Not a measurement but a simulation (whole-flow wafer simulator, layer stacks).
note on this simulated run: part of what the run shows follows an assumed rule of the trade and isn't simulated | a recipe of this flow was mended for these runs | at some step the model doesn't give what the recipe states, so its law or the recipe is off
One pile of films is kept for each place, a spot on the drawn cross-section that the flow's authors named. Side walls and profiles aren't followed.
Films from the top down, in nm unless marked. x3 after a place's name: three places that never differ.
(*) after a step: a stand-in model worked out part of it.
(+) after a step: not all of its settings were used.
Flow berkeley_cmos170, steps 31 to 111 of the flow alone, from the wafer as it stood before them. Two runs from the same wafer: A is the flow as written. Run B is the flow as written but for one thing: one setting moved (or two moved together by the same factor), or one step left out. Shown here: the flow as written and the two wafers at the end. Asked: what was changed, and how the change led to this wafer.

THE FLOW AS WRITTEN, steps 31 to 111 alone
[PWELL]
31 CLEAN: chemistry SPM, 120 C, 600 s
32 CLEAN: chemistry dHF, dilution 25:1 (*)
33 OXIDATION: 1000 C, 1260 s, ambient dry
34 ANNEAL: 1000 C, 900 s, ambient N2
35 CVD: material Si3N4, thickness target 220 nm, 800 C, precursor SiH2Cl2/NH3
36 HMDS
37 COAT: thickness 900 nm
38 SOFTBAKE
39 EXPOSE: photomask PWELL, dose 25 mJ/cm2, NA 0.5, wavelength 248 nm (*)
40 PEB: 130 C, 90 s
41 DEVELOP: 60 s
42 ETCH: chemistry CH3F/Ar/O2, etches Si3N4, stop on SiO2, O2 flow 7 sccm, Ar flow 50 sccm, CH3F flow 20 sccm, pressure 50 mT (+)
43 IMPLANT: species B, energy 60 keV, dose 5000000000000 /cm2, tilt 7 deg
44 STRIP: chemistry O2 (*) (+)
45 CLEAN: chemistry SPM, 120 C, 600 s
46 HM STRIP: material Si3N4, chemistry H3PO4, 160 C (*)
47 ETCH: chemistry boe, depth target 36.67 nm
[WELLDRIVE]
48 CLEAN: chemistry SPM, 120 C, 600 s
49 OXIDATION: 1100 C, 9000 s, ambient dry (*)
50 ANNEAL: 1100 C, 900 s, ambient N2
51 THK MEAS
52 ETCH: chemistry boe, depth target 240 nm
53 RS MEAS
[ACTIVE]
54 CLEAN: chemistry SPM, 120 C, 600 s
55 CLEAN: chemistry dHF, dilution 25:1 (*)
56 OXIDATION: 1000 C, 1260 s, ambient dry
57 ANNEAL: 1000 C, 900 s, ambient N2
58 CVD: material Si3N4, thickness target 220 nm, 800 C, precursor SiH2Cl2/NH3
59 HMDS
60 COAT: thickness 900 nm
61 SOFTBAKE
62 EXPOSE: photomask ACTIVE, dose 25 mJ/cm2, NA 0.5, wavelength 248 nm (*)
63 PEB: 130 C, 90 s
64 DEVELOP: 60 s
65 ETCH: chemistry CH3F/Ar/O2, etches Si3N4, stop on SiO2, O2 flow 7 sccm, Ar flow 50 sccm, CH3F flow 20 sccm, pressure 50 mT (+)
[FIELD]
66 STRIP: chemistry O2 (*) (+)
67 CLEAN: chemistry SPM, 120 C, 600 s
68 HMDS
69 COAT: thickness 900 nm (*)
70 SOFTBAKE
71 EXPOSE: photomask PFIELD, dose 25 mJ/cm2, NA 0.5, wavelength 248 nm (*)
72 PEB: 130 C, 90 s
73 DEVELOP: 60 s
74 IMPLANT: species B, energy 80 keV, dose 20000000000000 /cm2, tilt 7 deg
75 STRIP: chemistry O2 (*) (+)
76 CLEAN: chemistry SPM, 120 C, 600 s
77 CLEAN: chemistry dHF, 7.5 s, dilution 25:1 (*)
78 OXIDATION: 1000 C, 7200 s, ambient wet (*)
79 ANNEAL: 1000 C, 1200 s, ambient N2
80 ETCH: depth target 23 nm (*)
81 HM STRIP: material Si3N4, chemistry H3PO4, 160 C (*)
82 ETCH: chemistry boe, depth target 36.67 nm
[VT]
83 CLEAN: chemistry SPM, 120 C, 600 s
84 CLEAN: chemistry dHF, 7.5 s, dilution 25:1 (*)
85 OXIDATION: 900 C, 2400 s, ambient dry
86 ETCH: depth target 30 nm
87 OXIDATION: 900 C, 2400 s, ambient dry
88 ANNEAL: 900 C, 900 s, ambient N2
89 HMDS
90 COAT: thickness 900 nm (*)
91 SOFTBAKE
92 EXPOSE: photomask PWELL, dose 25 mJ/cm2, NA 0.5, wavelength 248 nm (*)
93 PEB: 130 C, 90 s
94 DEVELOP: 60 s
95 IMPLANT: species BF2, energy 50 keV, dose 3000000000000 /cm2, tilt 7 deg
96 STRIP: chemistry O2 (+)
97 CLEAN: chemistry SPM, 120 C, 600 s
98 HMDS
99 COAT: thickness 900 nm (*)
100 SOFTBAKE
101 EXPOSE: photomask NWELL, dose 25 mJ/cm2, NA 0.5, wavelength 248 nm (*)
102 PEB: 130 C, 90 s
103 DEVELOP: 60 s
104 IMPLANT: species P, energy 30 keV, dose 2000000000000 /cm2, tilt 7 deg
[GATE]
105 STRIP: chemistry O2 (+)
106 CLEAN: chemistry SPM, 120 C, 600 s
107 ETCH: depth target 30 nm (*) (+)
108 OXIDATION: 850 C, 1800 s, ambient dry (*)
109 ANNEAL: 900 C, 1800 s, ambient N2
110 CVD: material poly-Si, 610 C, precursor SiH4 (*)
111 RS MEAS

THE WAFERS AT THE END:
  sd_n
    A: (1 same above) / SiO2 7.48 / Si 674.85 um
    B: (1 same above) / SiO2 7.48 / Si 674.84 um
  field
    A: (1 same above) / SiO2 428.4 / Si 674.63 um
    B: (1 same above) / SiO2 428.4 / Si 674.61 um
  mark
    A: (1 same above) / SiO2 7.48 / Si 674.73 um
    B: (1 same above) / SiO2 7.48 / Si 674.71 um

The cause: step 33, OXIDATION: 1150 C was run, where the flow has 1000 C.

How the change led to this, step by step:
  33 OXIDATION: 1000 C, 1260 s, ambient dry
      field, mark, sd_n and 10 more: A SiO2 +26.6 (new film), Si -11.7 | B SiO2 +79.9 (new film), Si -35.1
  47 ETCH: chemistry boe, depth target 36.67 nm
      field, mark, sd_n and 7 more: A SiO2 -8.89 (all of it) | B SiO2 -36.7
      sd_p, spacer_p, gate_p: A SiO2 -19.7 (all of it) | B SiO2 -36.7
  48 CLEAN: chemistry SPM, 120 C, 600 s
      field, mark, sd_n and 10 more: A chemical SiO2 +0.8 (new film), Si -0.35 | B nothing
  49 OXIDATION: 1100 C, 9000 s, ambient dry (*)
      field, mark, sd_n and 7 more: A SiO2 +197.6 (new film), chemical SiO2 -0.8 (all of it), Si -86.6 | B SiO2 +176.2, Si -77.5
      sd_p, spacer_p, gate_p: A SiO2 +197.6 (new film), chemical SiO2 -0.8 (all of it), Si -86.6 | B SiO2 +168.5, Si -74.1
  52 ETCH: chemistry boe, depth target 240 nm
      field, mark, sd_n and 7 more: A SiO2 -197.6 (all of it) | B SiO2 -201.7 (all of it)
      sd_p, spacer_p, gate_p: A SiO2 -197.6 (all of it) | B SiO2 -204.8 (all of it)
